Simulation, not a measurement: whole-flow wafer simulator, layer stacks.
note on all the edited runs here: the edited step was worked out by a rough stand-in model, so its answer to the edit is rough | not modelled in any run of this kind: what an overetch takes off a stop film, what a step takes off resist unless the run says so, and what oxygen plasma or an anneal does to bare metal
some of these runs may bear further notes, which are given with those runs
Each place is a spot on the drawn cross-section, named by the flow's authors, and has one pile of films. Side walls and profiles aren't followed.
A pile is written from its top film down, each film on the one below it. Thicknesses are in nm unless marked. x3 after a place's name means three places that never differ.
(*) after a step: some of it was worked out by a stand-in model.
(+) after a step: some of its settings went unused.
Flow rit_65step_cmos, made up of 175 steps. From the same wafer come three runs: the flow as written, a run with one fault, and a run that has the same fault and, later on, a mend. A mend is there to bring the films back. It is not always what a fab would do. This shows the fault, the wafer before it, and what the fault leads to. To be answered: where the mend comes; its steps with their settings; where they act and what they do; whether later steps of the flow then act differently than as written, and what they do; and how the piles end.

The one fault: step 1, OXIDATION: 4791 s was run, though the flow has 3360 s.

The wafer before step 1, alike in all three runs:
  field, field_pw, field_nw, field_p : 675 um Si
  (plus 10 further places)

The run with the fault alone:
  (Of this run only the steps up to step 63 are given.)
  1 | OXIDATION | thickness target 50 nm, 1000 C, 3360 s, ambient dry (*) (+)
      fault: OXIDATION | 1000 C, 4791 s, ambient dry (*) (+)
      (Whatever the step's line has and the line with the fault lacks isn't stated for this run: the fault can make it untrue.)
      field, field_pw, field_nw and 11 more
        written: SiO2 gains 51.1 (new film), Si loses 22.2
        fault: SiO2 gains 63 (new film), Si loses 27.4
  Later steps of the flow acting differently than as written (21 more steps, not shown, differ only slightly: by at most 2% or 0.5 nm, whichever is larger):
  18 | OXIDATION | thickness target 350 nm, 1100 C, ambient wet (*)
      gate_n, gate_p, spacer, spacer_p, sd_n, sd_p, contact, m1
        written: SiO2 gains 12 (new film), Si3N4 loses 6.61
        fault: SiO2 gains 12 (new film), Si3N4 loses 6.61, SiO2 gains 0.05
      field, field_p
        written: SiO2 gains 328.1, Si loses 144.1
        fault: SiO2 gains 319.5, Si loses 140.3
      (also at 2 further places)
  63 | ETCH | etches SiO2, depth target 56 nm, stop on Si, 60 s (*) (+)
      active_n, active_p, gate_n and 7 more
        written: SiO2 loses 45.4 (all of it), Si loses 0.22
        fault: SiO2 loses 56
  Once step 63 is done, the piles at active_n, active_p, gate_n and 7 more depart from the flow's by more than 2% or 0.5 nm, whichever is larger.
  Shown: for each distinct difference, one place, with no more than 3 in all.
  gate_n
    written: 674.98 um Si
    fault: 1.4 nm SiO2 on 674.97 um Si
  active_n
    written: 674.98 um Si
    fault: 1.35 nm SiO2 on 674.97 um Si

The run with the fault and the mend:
  The mend follows step 2.
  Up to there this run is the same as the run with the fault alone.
  2a | ETCH | depth target 72 nm, 21.5 C, 81 s
      field, field_pw, field_nw and 11 more
        SiO2 loses 63 (all of it)
  2b | CLEAN | chemistry SC2, 75 C, 600 s
      field, field_pw, field_nw and 11 more
        chemical SiO2 gains 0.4 (new film), Si loses 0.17
  2c | OXIDATION | 1000 C, 3360 s, ambient dry (*) (a further turn of the flow's step 1, with different settings)
      field, field_pw, field_nw and 11 more
        SiO2 gains 51 (new film), chemical SiO2 loses 0.4 (all of it), Si loses 22.3
  Later steps of the flow acting differently than as written (17 more steps, not shown, differ only slightly: by at most 2% or 0.5 nm, whichever is larger):
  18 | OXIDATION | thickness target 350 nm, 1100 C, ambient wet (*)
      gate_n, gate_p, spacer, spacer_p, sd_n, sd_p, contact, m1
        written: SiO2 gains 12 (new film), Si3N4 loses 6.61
        mend: SiO2 gains 12 (new film), Si3N4 loses 6.61, SiO2 gains 0.03
  When the end is reached, the piles differ only a little from the flow's at the places that both follow, at most by 2% or 0.5 nm, whichever is larger.
